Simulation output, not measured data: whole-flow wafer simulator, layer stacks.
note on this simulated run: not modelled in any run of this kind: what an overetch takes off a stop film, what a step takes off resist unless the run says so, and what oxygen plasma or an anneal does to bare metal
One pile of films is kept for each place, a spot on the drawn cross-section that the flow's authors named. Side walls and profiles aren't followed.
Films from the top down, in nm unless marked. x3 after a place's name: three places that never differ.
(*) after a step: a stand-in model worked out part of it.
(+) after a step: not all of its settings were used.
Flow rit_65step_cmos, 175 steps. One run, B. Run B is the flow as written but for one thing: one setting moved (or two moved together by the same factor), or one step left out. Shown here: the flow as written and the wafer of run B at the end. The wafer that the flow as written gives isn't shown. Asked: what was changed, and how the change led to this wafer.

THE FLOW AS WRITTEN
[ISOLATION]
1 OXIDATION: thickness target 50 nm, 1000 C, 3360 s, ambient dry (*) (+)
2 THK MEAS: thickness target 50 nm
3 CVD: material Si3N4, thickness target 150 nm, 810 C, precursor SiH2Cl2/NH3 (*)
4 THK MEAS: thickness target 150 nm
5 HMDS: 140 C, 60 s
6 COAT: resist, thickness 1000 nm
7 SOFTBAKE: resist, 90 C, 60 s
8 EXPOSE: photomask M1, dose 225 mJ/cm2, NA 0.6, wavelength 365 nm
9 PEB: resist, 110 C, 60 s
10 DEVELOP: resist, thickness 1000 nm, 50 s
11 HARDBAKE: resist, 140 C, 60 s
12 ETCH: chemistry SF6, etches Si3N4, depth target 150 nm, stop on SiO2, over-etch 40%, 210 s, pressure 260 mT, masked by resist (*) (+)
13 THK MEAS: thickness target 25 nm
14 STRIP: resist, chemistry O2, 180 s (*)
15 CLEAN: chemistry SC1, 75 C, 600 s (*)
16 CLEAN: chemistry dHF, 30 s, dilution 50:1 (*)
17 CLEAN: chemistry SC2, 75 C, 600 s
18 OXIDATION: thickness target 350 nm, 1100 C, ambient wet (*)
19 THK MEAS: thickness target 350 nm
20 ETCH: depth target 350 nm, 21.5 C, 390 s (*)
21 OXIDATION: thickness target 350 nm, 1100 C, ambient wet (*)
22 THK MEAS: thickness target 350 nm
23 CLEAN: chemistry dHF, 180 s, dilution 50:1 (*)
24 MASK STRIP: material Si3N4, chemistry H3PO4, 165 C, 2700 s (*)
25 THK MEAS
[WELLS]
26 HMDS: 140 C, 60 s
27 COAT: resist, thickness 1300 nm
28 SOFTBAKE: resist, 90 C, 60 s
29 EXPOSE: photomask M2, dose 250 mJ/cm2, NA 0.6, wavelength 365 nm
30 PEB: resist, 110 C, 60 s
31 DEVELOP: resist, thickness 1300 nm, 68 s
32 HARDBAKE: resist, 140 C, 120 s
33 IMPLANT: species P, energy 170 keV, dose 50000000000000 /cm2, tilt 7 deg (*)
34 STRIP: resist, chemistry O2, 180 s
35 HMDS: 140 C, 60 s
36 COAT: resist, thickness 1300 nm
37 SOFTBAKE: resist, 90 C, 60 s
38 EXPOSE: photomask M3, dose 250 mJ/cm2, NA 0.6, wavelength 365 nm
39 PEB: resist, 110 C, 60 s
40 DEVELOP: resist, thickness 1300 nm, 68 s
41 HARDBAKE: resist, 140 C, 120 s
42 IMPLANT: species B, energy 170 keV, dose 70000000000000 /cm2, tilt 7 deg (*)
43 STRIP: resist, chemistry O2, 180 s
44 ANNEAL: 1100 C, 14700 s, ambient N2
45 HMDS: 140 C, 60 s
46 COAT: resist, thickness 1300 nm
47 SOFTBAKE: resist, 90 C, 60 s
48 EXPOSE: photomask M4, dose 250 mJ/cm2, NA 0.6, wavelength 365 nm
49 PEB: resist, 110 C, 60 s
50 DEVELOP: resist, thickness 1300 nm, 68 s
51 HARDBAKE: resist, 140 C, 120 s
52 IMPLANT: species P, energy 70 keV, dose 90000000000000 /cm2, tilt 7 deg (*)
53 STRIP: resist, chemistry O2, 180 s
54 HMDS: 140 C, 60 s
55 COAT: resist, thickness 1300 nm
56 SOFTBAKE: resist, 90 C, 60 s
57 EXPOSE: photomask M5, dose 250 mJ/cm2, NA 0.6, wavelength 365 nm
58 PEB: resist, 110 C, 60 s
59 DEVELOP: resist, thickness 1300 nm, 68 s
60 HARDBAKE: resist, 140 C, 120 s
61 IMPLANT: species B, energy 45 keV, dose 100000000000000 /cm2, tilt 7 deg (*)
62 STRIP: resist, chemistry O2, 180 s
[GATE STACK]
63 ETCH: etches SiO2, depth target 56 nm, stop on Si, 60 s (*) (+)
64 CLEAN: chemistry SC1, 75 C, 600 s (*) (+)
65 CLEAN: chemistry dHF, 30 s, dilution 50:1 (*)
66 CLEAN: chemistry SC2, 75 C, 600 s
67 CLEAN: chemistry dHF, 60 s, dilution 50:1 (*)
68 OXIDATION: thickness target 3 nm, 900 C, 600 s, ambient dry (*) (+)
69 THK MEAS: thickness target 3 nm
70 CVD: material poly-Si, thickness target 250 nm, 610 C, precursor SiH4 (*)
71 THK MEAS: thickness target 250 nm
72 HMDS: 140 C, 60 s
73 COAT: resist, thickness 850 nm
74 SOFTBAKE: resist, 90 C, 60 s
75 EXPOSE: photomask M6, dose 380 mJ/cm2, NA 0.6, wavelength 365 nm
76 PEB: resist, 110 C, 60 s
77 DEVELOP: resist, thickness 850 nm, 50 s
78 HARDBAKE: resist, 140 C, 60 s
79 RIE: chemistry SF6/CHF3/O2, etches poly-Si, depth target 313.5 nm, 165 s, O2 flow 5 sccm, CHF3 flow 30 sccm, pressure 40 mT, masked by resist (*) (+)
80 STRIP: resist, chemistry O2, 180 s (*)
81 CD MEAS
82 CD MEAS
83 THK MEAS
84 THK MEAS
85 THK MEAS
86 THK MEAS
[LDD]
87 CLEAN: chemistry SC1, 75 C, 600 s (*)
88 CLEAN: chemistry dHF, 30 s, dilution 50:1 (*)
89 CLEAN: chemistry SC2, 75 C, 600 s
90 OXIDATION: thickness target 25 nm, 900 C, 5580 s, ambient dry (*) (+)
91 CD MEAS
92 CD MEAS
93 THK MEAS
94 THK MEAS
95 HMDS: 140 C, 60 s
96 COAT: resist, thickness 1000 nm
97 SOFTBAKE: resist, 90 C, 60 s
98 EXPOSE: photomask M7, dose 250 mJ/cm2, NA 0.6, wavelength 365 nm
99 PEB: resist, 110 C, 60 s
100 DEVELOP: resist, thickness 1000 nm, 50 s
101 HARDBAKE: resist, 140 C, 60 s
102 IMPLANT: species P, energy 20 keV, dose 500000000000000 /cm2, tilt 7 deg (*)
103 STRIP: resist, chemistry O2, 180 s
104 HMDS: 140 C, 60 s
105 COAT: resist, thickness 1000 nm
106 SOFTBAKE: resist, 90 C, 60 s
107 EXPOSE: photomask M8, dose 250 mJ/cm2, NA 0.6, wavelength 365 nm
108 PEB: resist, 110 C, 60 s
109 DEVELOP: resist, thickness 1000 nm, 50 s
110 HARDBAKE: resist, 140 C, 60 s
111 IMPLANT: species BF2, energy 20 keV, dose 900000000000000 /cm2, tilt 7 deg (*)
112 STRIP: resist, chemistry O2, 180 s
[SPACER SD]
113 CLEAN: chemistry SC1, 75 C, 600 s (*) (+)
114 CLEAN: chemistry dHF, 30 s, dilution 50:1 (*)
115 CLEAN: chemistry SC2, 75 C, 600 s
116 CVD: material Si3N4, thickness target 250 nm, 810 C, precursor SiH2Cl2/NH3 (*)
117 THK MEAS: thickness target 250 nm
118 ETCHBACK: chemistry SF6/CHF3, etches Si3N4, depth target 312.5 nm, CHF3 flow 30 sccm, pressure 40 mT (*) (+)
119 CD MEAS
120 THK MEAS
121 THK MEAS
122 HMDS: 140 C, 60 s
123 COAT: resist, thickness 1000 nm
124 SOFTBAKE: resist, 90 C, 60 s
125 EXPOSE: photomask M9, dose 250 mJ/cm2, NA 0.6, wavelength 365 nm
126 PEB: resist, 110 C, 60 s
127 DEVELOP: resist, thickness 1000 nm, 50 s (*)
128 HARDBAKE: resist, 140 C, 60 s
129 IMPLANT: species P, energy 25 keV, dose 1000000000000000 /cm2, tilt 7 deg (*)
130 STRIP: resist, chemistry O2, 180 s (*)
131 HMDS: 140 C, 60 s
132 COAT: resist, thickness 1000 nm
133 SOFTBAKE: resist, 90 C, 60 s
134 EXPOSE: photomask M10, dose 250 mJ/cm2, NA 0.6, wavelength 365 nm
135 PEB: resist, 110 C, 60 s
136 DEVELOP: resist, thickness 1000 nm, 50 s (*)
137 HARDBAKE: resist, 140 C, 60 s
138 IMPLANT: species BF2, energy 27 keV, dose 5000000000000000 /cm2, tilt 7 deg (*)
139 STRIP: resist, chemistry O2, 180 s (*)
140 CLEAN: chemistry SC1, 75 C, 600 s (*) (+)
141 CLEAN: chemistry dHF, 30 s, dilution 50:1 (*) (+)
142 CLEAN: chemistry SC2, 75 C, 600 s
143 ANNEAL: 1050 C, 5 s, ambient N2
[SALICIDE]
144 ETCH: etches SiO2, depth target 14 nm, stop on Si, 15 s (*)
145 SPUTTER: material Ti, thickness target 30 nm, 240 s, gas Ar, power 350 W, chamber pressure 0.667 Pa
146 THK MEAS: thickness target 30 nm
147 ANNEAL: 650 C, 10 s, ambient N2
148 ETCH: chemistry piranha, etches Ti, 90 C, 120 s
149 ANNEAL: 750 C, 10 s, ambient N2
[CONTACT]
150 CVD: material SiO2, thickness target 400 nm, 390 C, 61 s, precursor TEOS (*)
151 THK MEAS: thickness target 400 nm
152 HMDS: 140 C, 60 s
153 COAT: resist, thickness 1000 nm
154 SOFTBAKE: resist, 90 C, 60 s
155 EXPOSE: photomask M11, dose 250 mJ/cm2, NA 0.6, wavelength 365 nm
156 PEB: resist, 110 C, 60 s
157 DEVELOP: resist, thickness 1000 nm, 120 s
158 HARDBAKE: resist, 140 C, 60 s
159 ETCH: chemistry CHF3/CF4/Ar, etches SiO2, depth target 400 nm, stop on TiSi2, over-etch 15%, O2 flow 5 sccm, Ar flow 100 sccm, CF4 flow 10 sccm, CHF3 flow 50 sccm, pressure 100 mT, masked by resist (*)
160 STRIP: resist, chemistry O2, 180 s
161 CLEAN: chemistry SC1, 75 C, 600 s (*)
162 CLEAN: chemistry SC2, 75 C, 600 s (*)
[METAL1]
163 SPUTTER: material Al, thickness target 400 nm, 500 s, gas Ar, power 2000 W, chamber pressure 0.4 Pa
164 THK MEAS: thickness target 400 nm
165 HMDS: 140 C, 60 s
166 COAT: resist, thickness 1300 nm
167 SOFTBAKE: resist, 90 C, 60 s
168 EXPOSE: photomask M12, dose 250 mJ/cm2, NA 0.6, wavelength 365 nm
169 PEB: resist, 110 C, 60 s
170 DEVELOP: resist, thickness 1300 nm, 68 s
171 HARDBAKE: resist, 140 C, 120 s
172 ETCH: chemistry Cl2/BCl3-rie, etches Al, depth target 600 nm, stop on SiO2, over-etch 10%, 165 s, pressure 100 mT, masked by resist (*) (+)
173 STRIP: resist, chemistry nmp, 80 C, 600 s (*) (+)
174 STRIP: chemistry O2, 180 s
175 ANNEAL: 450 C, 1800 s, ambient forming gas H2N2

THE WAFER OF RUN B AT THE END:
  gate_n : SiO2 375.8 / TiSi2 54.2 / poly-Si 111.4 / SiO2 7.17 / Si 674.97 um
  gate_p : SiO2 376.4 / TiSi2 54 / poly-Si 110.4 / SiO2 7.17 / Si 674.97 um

The cause: step 145, SPUTTER: thickness target 32 nm was run, where the flow has thickness target 30 nm.

How the change led to this, step by step:
  145 SPUTTER: material Ti, thickness target 30 nm, 240 s, gas Ar, power 350 W, chamber pressure 0.667 Pa
      field, field_pw, field_nw, field_p, spacer, spacer_p: Ti +32 (new film) (as written it would be: Ti +30 (new film))
      gate_n: Ti +29.1 (new film) (as written it would be: Ti +27.3 (new film))
      (and at 1 more place)
  147 ANNEAL: 650 C, 10 s, ambient N2
      gate_n: Ti -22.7, TiSi first +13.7 (new film), TiSi2 C49 +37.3 (new film), poly-Si -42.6 (as written it would be: Ti -21.3, TiSi first +9.82 (new film), TiSi2 C49 +39.5 (new film), poly-Si -41.9)
      gate_p: Ti -22.6, TiSi first +13.4 (new film), TiSi2 C49 +37.5 (new film), poly-Si -42.6 (as written it would be: Ti -21.2, TiSi first +9.56 (new film), TiSi2 C49 +39.6 (new film), poly-Si -41.9)
  148 ETCH: chemistry piranha, etches Ti, 90 C, 120 s
      field, field_pw, field_nw, field_p, spacer, spacer_p: Ti -32 (all of it) (as written it would be: Ti -30 (all of it))
  149 ANNEAL: 750 C, 10 s, ambient N2
      gate_n: TiSi2 +54.2 (new film), TiSi first -13.6 (all of it), TiSi2 C49 -37.3 (all of it), poly-Si -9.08 (as written it would be: TiSi2 +50.8 (new film), TiSi first -9.72 (all of it), TiSi2 C49 -39.5 (all of it), poly-Si -6.48)
      gate_p: TiSi2 +54 (new film), TiSi first -13.3 (all of it), TiSi2 C49 -37.5 (all of it), poly-Si -8.89 (as written it would be: TiSi2 +50.6 (new film), TiSi first -9.46 (all of it), TiSi2 C49 -39.6 (all of it), poly-Si -6.31)
